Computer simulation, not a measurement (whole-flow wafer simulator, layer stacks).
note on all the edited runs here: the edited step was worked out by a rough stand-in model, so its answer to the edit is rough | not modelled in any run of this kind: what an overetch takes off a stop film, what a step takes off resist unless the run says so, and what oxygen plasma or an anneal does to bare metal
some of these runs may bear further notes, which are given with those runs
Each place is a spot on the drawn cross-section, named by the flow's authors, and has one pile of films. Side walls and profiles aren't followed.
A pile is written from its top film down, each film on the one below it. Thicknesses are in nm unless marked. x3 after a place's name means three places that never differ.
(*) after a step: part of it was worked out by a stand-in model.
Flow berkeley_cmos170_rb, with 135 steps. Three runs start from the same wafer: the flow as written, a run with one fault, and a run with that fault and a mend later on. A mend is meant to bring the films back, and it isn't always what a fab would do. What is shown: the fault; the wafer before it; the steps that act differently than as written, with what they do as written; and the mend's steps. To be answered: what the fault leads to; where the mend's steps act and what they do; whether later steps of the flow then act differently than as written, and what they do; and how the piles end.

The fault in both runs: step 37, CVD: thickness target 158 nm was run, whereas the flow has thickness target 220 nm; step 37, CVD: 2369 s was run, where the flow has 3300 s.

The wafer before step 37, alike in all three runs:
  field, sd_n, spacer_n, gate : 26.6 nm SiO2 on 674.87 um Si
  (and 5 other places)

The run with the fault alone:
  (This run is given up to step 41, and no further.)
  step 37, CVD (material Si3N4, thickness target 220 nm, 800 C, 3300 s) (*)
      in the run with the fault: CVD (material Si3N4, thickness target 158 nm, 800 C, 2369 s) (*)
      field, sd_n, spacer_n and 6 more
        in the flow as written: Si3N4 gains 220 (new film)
        in the run with the fault: Si3N4 gains 158 (new film)
  Later steps of the flow up to step 41 that are run all act as written at every place that is followed.
  The piles after step 41 differ from the flow's at field, sd_n, spacer_n and 6 more by more than 2% or 0.5 nm, whichever is larger.
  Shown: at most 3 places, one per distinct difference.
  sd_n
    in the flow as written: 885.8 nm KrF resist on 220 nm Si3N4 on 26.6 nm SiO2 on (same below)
    in the run with the fault: 885.8 nm KrF resist on 158 nm Si3N4 on 26.6 nm SiO2 on (same below)
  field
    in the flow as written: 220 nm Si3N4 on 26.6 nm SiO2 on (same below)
    in the run with the fault: 158 nm Si3N4 on 26.6 nm SiO2 on (same below)

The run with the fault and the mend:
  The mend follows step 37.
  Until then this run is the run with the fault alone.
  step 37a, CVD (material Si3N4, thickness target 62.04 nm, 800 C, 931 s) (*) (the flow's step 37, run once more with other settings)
      field, sd_n, spacer_n and 6 more
        Si3N4 gains 62
  Later steps of the flow that are run all act as written at every place that is followed, up to a difference of at most 2% or 0.5 nm, whichever is larger.
  At every place that both follow, the piles at the end match the flow's.
